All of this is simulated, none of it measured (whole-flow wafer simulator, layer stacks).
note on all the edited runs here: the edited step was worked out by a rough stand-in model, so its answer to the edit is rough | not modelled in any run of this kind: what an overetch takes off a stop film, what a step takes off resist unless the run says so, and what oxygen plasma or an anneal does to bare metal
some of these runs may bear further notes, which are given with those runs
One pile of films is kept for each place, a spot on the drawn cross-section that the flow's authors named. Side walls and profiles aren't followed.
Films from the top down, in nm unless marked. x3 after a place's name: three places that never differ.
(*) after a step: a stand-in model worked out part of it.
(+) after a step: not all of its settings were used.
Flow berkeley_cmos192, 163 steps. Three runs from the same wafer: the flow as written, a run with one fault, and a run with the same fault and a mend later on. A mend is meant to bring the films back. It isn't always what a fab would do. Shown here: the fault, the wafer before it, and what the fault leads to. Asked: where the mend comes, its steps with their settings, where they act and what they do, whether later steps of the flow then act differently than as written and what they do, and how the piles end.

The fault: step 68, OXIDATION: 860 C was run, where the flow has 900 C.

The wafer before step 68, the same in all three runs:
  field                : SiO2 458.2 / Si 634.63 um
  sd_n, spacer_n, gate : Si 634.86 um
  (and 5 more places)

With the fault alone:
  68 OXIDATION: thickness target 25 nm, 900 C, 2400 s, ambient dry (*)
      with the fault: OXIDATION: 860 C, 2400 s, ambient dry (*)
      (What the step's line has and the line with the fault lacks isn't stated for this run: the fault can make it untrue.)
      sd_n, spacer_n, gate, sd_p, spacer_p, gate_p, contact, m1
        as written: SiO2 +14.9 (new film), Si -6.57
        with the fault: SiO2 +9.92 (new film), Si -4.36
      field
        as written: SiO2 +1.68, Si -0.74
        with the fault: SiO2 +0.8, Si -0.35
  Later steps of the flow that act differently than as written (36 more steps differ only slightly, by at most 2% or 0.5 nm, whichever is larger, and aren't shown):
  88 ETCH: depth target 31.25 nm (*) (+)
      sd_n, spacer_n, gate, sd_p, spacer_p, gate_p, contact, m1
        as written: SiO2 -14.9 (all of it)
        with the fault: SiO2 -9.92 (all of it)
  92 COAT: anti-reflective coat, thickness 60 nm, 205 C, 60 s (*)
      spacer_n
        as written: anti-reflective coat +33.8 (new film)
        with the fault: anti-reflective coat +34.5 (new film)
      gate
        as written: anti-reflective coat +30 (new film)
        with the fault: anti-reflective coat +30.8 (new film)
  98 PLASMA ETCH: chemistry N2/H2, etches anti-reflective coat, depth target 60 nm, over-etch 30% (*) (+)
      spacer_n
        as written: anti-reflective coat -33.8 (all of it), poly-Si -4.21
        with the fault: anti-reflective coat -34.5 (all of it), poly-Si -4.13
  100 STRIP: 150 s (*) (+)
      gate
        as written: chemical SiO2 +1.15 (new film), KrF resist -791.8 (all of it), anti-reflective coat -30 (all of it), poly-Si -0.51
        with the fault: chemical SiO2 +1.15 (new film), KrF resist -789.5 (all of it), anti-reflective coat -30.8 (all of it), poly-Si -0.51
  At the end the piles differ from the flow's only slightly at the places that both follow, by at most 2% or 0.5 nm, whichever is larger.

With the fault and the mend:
  The mend comes after step 69.
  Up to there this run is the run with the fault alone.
  69a OXIDATION: 900 C, 1112 s, ambient dry (*) (the flow's step 68 once more, with other settings)
      sd_n, spacer_n, gate, sd_p, spacer_p, gate_p, contact, m1
        SiO2 +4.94, Si -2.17
      field
        SiO2 +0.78, Si -0.34
  No later step of the flow acts differently than as written, at any place that is followed, by more than 2% or 0.5 nm, whichever is larger.
  At the end the piles differ from the flow's only slightly at the places that both follow, by at most 2% or 0.5 nm, whichever is larger.
